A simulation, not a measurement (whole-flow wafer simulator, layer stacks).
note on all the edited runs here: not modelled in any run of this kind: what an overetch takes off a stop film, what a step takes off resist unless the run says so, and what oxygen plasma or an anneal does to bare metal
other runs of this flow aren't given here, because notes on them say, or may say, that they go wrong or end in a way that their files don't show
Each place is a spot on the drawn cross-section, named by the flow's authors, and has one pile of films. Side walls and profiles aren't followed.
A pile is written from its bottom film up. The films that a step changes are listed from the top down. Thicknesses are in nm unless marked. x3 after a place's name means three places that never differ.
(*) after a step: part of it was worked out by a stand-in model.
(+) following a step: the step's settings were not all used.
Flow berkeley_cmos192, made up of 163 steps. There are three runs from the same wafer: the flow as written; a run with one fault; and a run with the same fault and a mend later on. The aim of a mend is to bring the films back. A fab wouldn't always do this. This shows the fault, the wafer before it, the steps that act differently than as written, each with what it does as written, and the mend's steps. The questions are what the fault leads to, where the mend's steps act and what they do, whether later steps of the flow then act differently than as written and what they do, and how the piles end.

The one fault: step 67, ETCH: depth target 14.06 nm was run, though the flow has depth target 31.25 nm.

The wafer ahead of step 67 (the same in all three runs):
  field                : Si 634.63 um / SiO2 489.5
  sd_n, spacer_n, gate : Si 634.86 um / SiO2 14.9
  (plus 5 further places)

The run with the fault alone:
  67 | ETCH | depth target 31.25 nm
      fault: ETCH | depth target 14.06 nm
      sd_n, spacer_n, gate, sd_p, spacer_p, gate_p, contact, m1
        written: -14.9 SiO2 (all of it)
        fault: -14.1 SiO2
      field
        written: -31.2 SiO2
        fault: -14.1 SiO2
  Later steps of the flow acting differently than as written (40 more steps, not shown, differ only slightly: by at most 2% or 0.5 nm, whichever is larger):
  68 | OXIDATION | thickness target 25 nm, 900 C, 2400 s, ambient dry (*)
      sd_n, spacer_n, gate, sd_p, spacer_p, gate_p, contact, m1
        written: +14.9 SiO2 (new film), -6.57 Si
        fault: +14.1 SiO2, -6.19 Si
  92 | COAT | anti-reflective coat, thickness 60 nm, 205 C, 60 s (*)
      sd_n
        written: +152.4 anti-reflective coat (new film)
        fault: +164.2 anti-reflective coat (new film)
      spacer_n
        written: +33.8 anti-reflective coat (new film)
        fault: +29.8 anti-reflective coat (new film)
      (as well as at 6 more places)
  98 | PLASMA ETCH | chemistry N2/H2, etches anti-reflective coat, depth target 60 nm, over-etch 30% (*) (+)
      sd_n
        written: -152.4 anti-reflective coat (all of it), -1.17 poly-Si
        fault: -164.2 anti-reflective coat (all of it), -1.26 poly-Si
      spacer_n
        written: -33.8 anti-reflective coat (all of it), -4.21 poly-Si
        fault: -29.8 anti-reflective coat (all of it), -4.71 poly-Si
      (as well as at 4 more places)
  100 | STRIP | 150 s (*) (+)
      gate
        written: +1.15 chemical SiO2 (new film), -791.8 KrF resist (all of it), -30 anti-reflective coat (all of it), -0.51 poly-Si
        fault: +1.15 chemical SiO2 (new film), -805.9 KrF resist (all of it), -25.8 anti-reflective coat (all of it), -0.51 poly-Si
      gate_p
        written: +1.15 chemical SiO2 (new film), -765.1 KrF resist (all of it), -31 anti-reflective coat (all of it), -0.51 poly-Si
        fault: +1.15 chemical SiO2 (new film), -774.3 KrF resist (all of it), -28.1 anti-reflective coat (all of it), -0.51 poly-Si
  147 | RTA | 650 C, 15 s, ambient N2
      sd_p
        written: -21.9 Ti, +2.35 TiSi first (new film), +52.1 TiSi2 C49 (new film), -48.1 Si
        fault: -21.6 Ti, +1.67 TiSi first (new film), +52.4 TiSi2 C49 (new film), -47.9 Si
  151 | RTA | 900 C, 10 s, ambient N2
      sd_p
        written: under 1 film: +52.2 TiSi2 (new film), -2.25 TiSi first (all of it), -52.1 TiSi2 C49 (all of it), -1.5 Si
        fault: under 1 film: +51.5 TiSi2 (new film), -1.56 TiSi first (all of it), -52.4 TiSi2 C49 (all of it), -1.04 Si
  At field, the piles at the end differ from the flow's by more than 2% or 0.5 nm, whichever is larger.
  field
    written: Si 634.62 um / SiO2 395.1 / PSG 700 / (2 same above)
    fault: Si 634.62 um / SiO2 412.2 / PSG 700 / (2 same above)

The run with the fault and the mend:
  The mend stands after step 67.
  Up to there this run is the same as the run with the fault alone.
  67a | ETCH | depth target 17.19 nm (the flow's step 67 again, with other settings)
      sd_n, spacer_n, gate, sd_p, spacer_p, gate_p, contact, m1
        -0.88 SiO2 (all of it)
      field
        -17.2 SiO2
  Later steps of the flow that are run all act as written at every place that is followed, up to a difference of at most 2% or 0.5 nm, whichever is larger.
  At every place that both follow, the piles at the end match the flow's.
